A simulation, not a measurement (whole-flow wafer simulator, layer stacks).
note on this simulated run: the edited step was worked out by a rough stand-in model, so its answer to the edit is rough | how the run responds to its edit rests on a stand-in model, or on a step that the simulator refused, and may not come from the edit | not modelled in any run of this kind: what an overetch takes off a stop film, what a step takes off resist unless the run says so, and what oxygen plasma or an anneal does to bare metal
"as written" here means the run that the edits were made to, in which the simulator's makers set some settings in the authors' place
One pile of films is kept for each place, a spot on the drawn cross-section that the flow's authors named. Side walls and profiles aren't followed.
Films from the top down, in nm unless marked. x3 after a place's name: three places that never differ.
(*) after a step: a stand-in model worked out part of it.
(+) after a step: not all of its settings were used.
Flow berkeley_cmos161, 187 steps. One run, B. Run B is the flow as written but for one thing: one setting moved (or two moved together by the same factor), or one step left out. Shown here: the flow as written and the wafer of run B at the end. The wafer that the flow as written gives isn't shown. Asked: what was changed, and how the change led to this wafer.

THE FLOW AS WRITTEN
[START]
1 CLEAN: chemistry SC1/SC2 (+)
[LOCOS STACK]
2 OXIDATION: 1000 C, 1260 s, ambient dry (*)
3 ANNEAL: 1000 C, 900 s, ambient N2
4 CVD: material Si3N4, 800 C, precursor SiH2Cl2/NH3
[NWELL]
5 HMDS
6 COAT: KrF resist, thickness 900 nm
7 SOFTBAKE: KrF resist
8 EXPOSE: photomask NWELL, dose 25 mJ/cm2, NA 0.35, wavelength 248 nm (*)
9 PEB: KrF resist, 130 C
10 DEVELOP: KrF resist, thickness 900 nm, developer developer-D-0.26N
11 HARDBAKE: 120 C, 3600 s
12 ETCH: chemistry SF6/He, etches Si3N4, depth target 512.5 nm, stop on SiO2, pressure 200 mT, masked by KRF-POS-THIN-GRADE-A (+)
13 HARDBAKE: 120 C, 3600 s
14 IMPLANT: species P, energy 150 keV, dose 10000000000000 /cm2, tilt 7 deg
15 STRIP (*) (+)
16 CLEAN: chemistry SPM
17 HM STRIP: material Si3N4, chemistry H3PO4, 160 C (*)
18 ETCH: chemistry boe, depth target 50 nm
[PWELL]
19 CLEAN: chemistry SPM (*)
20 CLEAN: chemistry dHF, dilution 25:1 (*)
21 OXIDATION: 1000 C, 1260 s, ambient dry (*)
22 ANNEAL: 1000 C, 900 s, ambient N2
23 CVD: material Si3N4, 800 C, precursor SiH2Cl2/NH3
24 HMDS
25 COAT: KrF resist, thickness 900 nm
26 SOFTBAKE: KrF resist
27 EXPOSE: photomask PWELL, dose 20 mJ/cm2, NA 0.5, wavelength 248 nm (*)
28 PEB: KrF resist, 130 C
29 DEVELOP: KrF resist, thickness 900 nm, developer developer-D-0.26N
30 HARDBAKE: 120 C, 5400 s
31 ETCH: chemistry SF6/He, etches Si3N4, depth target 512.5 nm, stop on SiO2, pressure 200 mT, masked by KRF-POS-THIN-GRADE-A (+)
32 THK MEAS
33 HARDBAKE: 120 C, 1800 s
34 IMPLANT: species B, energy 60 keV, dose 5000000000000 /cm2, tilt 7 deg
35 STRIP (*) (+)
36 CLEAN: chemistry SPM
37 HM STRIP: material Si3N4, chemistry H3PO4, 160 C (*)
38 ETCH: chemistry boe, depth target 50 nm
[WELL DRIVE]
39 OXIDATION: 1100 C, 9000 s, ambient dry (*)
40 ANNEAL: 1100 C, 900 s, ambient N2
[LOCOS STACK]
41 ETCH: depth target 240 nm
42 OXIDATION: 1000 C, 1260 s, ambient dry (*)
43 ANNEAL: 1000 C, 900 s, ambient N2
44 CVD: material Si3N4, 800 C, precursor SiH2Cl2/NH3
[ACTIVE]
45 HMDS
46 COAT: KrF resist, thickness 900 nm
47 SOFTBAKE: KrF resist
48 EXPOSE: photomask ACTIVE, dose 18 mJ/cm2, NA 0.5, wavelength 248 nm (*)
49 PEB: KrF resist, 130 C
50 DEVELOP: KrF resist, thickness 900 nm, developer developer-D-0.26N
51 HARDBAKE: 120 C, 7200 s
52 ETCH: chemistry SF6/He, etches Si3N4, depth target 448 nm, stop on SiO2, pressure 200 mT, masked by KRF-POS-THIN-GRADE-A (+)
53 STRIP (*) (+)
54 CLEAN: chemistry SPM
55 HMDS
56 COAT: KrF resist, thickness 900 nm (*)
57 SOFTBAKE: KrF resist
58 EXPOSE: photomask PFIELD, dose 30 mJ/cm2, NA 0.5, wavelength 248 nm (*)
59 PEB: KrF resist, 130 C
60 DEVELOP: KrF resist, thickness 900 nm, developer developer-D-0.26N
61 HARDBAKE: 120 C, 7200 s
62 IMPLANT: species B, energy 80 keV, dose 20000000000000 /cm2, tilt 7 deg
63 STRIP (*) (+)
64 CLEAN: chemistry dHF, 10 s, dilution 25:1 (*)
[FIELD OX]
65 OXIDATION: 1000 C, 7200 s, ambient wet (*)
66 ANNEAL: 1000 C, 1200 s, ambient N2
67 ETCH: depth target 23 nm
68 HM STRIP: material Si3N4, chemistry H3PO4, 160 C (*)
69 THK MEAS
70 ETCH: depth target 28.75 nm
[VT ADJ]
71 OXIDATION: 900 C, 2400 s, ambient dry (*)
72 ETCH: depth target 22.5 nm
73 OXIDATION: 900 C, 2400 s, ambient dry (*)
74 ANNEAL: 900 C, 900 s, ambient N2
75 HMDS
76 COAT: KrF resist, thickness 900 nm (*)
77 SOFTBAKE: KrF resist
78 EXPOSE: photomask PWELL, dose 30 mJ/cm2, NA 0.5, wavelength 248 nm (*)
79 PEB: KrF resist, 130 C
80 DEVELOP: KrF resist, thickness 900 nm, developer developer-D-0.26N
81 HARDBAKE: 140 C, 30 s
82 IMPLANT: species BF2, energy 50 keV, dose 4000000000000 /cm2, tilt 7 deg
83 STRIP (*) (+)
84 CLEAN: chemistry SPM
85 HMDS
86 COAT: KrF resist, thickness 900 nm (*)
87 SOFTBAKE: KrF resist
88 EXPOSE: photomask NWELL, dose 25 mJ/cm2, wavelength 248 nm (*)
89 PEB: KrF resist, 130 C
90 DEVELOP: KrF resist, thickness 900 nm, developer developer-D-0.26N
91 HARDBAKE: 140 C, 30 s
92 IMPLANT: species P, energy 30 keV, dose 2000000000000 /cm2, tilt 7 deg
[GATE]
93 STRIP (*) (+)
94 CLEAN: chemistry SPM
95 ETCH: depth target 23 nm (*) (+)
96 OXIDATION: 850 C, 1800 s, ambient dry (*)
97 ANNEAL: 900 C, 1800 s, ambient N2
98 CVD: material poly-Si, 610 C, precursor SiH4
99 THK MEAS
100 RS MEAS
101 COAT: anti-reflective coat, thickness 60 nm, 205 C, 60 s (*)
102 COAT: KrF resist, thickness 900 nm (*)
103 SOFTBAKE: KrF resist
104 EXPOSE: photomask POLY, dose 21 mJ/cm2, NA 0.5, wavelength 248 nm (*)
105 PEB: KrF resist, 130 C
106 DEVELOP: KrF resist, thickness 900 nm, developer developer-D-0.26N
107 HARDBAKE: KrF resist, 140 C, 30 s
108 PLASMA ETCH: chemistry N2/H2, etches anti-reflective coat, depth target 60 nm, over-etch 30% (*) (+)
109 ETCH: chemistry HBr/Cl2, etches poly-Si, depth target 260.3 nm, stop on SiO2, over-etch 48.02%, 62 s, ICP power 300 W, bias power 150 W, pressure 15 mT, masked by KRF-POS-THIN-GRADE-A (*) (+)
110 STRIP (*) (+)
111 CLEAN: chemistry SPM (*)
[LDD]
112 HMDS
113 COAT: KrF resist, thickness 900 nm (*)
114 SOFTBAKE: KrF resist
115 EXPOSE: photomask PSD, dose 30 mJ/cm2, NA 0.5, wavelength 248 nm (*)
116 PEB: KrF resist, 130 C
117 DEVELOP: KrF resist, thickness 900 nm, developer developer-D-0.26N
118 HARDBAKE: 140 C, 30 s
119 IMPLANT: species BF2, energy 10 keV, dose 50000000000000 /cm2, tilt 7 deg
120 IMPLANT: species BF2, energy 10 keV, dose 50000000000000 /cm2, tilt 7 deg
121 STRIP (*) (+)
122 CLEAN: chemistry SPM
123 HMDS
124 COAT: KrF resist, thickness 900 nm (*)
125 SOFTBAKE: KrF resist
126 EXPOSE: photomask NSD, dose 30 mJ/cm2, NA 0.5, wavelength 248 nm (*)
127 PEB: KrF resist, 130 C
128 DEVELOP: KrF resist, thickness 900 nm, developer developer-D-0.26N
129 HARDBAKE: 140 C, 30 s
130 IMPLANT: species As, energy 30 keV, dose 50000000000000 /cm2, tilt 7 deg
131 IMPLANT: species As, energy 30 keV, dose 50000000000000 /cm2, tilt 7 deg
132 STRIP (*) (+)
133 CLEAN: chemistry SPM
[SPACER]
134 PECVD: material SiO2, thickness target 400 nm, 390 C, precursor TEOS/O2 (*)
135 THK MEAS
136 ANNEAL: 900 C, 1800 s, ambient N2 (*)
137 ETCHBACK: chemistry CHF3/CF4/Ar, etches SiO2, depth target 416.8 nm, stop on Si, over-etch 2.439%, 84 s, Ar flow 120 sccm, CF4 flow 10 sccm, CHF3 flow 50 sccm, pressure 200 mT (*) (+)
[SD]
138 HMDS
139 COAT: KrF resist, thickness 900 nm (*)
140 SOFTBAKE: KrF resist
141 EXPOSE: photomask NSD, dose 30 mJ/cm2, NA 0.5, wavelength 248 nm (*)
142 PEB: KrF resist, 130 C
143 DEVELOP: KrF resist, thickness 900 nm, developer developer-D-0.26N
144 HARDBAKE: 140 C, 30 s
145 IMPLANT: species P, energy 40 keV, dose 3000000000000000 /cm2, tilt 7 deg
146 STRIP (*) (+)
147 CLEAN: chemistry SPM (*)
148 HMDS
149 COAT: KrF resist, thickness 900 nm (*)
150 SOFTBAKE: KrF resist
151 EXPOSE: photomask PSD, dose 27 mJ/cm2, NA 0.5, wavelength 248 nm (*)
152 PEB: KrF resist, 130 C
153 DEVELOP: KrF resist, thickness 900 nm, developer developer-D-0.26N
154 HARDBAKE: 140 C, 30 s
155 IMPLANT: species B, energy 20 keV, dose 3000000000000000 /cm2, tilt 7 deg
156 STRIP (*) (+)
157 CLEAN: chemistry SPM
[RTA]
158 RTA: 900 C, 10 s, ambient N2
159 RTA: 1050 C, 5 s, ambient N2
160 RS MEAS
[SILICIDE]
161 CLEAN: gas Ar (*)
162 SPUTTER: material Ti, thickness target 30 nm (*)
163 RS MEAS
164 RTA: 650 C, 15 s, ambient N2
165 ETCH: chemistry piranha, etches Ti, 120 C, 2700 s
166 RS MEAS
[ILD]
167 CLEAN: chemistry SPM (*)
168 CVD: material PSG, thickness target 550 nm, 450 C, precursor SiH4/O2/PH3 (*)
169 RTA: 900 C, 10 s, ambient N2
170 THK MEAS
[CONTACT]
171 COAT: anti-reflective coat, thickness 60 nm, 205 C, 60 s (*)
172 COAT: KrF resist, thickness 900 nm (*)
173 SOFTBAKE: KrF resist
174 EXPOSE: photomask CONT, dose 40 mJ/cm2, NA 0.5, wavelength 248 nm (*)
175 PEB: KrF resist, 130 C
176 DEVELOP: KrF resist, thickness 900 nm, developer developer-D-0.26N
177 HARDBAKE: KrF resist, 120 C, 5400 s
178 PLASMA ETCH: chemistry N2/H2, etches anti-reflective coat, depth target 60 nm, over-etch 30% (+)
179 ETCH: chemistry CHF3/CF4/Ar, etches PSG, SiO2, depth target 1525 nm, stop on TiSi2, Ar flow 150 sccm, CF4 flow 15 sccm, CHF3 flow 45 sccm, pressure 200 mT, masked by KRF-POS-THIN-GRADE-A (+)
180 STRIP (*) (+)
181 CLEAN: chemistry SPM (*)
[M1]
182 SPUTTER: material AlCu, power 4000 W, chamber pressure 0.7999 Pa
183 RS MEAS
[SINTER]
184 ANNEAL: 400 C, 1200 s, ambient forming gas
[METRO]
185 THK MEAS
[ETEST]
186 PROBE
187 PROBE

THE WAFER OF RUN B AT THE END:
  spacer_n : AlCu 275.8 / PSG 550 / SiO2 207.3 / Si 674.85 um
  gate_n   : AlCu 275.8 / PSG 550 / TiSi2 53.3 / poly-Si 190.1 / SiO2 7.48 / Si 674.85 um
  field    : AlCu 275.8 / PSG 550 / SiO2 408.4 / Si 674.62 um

The cause: step 21, OXIDATION: 1100 C was run, where the flow has 1000 C.

How the change led to this, step by step:
  21 OXIDATION: 1000 C, 1260 s, ambient dry (*)
      field, sd_n, spacer_n and 6 more: SiO2 +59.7 (new film), Si -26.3 (as written it would be: SiO2 +26.6 (new film), Si -11.7)
  38 ETCH: chemistry boe, depth target 50 nm
      sd_p, spacer_p, gate_p, m1: SiO2 -50 (as written it would be: SiO2 -24.4 (all of it))
      field, sd_n, spacer_n, gate_n, contact: SiO2 -45.3 (all of it) (as written it would be: SiO2 -12.2 (all of it))
  39 OXIDATION: 1100 C, 9000 s, ambient dry (*)
      sd_p, spacer_p, gate_p, m1: SiO2 +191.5, Si -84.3 (as written it would be: SiO2 +197.6 (new film), Si -86.9)
  171 COAT: anti-reflective coat, thickness 60 nm, 205 C, 60 s (*)
      m1: anti-reflective coat +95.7 (new film) (as written it would be: anti-reflective coat +97.8 (new film))
  180 STRIP (*) (+)
      m1: KrF resist -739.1 (all of it), anti-reflective coat -95.7 (all of it) (as written it would be: KrF resist -739.9 (all of it), anti-reflective coat -97.8 (all of it))
